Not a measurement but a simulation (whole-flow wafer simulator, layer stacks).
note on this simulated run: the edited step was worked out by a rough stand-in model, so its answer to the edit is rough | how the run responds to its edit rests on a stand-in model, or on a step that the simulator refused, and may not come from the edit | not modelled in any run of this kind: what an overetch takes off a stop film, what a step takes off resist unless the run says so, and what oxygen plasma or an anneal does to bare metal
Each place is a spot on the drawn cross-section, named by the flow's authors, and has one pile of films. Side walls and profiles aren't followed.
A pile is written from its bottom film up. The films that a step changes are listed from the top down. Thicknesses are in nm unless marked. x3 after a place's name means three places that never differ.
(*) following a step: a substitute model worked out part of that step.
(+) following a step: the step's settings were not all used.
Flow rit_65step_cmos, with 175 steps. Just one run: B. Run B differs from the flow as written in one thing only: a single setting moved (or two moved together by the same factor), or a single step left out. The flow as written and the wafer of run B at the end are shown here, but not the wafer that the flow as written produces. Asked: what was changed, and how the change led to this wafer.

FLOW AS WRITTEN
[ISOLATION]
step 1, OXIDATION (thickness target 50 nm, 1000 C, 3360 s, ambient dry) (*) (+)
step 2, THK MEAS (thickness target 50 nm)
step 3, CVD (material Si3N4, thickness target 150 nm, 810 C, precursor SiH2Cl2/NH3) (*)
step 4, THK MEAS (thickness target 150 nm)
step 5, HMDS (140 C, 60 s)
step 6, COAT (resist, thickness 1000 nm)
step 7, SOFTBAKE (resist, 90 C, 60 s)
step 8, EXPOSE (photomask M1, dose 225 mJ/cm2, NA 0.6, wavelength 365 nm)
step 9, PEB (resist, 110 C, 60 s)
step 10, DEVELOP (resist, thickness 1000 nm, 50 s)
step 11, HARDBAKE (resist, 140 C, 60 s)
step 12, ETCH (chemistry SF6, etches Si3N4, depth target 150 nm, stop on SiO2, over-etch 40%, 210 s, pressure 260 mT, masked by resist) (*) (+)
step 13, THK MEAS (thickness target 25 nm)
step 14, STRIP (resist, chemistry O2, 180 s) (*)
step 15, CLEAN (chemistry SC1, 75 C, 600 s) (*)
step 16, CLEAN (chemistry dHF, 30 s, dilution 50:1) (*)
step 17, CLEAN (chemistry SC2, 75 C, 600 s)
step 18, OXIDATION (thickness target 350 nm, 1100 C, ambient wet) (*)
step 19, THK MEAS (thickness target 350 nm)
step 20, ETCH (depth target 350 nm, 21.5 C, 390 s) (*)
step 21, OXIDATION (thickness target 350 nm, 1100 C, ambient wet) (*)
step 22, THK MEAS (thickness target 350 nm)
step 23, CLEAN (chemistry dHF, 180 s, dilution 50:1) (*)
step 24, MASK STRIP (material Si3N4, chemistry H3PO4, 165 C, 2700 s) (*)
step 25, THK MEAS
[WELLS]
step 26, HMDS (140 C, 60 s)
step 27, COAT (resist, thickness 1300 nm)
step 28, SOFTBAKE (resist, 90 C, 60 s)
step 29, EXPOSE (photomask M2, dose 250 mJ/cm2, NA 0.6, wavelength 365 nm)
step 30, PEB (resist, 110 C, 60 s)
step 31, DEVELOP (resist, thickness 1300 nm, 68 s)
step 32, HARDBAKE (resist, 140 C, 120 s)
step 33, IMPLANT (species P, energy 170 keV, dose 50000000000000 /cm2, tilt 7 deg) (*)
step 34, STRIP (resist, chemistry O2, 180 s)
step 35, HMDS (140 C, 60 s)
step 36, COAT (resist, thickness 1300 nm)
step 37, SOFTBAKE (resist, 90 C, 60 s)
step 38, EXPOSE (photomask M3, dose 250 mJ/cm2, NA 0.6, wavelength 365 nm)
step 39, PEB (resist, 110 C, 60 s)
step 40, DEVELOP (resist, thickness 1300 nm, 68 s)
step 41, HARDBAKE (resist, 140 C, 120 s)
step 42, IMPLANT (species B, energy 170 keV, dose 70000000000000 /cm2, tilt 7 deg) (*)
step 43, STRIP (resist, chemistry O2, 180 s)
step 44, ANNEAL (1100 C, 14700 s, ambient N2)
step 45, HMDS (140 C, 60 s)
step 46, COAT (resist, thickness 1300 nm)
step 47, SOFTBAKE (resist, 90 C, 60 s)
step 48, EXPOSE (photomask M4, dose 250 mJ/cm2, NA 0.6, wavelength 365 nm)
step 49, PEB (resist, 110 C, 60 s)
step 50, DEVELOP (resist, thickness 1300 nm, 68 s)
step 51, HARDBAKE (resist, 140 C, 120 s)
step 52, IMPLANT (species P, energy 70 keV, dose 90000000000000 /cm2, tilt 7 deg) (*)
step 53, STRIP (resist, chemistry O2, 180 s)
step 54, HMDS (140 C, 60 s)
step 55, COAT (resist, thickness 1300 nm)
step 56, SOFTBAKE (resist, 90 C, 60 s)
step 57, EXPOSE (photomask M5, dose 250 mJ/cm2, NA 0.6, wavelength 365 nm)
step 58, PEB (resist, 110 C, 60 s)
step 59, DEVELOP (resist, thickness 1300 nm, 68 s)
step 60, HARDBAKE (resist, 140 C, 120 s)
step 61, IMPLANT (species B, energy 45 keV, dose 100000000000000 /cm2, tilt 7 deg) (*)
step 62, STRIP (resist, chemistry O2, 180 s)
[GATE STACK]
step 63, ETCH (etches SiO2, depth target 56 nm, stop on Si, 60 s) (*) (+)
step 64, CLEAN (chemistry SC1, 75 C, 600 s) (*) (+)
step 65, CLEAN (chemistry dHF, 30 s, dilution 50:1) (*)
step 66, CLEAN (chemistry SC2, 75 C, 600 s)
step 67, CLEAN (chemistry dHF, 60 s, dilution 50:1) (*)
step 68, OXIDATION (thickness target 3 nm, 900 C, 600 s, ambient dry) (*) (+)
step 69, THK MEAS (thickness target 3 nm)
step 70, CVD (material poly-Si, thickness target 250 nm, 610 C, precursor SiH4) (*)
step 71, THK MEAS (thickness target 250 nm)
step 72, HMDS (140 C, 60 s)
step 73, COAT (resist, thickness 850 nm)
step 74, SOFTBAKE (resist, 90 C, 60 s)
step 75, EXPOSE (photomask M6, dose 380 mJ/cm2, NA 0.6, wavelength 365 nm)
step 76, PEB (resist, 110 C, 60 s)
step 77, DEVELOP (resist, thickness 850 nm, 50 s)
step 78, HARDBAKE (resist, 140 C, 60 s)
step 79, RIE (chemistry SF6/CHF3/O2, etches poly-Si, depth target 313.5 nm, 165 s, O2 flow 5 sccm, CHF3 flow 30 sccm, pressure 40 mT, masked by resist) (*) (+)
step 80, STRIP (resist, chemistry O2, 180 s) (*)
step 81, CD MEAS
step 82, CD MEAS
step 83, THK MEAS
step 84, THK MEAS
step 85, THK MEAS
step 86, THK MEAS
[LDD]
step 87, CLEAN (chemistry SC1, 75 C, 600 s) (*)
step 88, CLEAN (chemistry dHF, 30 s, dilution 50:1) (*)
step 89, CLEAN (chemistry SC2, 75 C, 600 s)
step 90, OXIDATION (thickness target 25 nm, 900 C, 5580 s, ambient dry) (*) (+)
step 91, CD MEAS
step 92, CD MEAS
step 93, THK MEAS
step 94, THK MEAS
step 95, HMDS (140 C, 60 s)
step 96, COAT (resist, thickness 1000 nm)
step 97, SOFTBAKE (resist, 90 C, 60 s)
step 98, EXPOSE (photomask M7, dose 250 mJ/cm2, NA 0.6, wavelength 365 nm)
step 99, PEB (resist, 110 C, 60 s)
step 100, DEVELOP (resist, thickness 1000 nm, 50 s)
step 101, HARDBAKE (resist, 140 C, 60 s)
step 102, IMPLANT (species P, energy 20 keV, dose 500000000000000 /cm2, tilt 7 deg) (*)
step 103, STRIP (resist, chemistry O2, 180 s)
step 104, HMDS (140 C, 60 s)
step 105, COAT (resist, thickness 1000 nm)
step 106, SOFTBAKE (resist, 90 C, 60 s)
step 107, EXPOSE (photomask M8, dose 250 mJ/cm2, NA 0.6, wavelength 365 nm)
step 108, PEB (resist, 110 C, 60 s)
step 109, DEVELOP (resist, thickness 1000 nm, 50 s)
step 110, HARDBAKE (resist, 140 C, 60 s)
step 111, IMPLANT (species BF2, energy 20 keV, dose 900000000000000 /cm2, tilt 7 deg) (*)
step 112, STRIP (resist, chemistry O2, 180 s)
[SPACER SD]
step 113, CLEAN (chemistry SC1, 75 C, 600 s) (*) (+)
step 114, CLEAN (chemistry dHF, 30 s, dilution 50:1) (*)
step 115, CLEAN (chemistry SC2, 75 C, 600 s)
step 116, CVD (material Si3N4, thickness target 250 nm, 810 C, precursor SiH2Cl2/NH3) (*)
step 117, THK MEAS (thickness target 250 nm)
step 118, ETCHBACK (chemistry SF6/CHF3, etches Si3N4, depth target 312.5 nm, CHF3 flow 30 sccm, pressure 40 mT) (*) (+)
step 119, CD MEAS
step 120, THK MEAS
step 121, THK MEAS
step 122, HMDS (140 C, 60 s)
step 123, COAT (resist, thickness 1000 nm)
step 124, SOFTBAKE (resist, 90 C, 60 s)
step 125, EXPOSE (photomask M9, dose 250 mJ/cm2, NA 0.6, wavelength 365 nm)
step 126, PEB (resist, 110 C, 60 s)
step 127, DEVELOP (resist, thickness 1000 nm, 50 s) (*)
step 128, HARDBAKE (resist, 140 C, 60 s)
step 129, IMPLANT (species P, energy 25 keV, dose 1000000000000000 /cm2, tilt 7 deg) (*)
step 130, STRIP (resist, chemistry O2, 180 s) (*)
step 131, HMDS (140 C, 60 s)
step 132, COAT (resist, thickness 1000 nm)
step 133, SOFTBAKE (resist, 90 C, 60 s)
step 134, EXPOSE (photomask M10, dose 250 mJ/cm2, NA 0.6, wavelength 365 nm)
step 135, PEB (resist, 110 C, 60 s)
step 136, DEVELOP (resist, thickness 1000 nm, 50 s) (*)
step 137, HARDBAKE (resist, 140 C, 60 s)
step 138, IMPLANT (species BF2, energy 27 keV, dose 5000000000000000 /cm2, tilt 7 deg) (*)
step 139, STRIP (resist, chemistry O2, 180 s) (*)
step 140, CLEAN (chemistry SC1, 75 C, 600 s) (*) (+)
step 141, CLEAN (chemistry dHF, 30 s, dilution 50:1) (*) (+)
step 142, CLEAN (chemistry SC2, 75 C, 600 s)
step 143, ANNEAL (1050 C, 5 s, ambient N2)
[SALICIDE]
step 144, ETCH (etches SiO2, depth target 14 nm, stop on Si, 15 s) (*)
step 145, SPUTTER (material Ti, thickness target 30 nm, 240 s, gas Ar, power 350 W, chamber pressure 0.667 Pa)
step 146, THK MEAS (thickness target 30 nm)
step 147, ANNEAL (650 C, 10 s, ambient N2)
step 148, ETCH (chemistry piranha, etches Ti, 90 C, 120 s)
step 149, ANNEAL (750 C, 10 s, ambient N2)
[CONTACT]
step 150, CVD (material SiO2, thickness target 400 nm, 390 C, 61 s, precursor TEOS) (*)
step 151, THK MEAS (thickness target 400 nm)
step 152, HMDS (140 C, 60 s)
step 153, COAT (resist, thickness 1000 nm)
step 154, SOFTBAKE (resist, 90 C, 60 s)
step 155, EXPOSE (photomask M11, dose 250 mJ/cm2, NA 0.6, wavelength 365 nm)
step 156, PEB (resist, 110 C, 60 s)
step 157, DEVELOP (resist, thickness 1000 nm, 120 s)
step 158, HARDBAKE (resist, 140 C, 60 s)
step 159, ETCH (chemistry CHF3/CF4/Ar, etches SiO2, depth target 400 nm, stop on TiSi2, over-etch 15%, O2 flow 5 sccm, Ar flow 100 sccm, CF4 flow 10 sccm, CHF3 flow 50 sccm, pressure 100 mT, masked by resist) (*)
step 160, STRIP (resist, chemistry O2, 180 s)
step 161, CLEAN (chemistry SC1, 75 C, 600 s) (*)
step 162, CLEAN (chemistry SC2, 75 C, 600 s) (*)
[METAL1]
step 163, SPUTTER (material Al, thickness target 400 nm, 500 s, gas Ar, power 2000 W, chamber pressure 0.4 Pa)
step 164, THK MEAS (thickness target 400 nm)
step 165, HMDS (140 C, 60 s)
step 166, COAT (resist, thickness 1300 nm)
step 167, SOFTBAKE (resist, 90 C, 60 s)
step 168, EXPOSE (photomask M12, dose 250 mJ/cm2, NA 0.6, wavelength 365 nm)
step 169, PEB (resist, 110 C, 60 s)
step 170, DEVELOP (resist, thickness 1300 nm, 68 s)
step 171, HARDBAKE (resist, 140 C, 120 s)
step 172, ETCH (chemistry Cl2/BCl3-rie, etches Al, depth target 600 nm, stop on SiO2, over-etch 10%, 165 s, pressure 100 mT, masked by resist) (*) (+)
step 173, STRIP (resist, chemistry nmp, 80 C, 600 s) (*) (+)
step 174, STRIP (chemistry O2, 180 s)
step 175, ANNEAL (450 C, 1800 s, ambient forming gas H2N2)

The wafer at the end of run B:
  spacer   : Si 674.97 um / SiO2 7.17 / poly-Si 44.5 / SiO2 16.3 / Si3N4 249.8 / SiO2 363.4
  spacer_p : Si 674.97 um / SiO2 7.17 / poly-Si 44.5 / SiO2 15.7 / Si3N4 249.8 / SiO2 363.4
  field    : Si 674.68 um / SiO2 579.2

What caused this: step 70, CVD: thickness target 375 nm was run, though the flow has thickness target 250 nm.

How this came from the change, step by step:
  step 70, CVD (material poly-Si, thickness target 250 nm, 610 C, precursor SiH4) (*)
      field, field_pw, field_nw and 11 more: poly-Si gains 375 (new film) (as written it would have been: poly-Si gains 250 (new film))
  step 79, RIE (chemistry SF6/CHF3/O2, etches poly-Si, depth target 313.5 nm, 165 s, O2 flow 5 sccm, CHF3 flow 30 sccm, pressure 40 mT, masked by resist) (*) (+)
      active_n, active_p, spacer, spacer_p, sd_n, sd_p, contact, m1: poly-Si loses 313.5 (as written it would have been: poly-Si loses 250 (all of it), SiO2 loses 7.17 (all of it))
      field, field_pw, field_nw, field_p: poly-Si loses 313.5 (as written it would have been: poly-Si loses 250 (all of it), SiO2 loses 10.9)
  step 80, STRIP (resist, chemistry O2, 180 s) (*)
      active_n, active_p, spacer, spacer_p, sd_n, sd_p, contact, m1: chemical SiO2 gains 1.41 (new film), poly-Si loses 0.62 (as written it would have been: chemical SiO2 gains 1.41 (new film), Si loses 0.62)
      field, field_pw, field_nw, field_p: chemical SiO2 gains 1.41 (new film), poly-Si loses 0.62 (as written it would have been: nothing)
  step 87, CLEAN (chemistry SC1, 75 C, 600 s) (*)
      active_n, active_p, spacer, spacer_p, sd_n, sd_p, contact, m1: chemical SiO2 loses 0.81, poly-Si loses 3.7 (as written it would have been: chemical SiO2 loses 0.81, Si loses 3.7)
      field, field_pw, field_nw, field_p: chemical SiO2 loses 0.81, poly-Si loses 3.7 (as written it would have been: SiO2 loses 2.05)
  step 88, CLEAN (chemistry dHF, 30 s, dilution 50:1) (*)
      field, field_pw, field_nw, field_p: chemical SiO2 loses 0.6 (all of it) (as written it would have been: SiO2 loses 2.78)
  step 90, OXIDATION (thickness target 25 nm, 900 C, 5580 s, ambient dry) (*) (+)
      active_n, active_p, spacer, spacer_p, sd_n, sd_p, contact, m1: SiO2 gains 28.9 (new film), chemical SiO2 loses 0.4 (all of it), poly-Si loses 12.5 (as written it would have been: SiO2 gains 26.5 (new film), chemical SiO2 loses 0.4 (all of it), Si loses 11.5)
      field, field_pw: SiO2 gains 28.9 (new film), chemical SiO2 loses 0.4 (all of it), poly-Si loses 12.5 (as written it would have been: SiO2 gains 6.57, Si loses 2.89)
      (as well as at 2 more places)
  step 96, COAT (resist, thickness 1000 nm)
      gate_n, gate_p: resist gains 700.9 (new film) (as written it would have been: resist gains 750.6 (new film))
  step 99, PEB (resist, 110 C, 60 s)
      gate_n, gate_p: resist loses 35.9 (as written it would have been: resist loses 38.6)
  step 100, DEVELOP (resist, thickness 1000 nm, 50 s)
      gate_n: resist loses 665 (all of it) (as written it would have been: resist loses 712.1 (all of it))
  step 101, HARDBAKE (resist, 140 C, 60 s)
      gate_p: resist loses 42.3 (as written it would have been: resist loses 45.8)
  step 103, STRIP (resist, chemistry O2, 180 s)
      gate_p: resist loses 622.7 (all of it) (as written it would have been: resist loses 666.3 (all of it))
  step 105, COAT (resist, thickness 1000 nm)
      gate_n, gate_p: resist gains 700.9 (new film) (as written it would have been: resist gains 750.6 (new film))
  step 108, PEB (resist, 110 C, 60 s)
      gate_n, gate_p: resist loses 35.9 (as written it would have been: resist loses 38.6)
  step 109, DEVELOP (resist, thickness 1000 nm, 50 s)
      gate_p: resist loses 665 (all of it) (as written it would have been: resist loses 712.1 (all of it))
  step 110, HARDBAKE (resist, 140 C, 60 s)
      gate_n: resist loses 42.3 (as written it would have been: resist loses 45.8)
  step 112, STRIP (resist, chemistry O2, 180 s)
      gate_n: resist loses 622.7 (all of it) (as written it would have been: resist loses 666.3 (all of it))
  ... 17 further steps ...
  step 170, DEVELOP (resist, thickness 1300 nm, 68 s)
      field: resist loses 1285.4 (all of it) (as written it would have been: resist loses 1316.6 (all of it))
      field_p: resist loses 1293.1 (all of it) (as written it would have been: resist loses 1324.1 (all of it))
      (as well as at 4 more places)
